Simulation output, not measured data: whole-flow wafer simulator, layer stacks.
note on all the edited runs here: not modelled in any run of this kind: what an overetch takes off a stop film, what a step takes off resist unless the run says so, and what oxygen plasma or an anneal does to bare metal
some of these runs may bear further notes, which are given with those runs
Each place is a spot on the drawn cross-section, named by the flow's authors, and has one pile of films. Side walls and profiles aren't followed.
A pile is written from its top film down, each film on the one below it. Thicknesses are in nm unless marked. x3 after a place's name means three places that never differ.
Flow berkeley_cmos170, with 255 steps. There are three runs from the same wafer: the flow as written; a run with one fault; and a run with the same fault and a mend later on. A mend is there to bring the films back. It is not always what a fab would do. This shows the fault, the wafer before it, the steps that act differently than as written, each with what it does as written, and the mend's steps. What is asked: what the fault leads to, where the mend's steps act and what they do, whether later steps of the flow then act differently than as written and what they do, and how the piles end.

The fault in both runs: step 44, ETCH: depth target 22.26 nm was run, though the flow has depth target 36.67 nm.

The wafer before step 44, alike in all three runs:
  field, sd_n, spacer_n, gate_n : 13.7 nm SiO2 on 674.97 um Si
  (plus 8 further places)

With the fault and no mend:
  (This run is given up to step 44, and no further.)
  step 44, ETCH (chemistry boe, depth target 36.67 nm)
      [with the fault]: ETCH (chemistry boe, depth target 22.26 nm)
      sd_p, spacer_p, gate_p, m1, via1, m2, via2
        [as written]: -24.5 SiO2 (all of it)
        [with the fault]: -22.3 SiO2
  The piles after step 44 differ from the flow's at sd_p, spacer_p, gate_p, m1, via1, m2, via2 by more than 2% or 0.5 nm, whichever is larger.
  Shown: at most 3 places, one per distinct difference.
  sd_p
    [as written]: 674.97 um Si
    [with the fault]: 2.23 nm SiO2 on 674.97 um Si

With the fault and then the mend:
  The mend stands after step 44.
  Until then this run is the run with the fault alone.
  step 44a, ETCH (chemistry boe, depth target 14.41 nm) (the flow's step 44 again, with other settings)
      sd_p, spacer_p, gate_p, m1, via1, m2, via2
        -2.23 SiO2 (all of it)
  Every later step of the flow that is run acts as written at every place that is followed.
  By the end, the piles equal the flow's at every place that both follow.
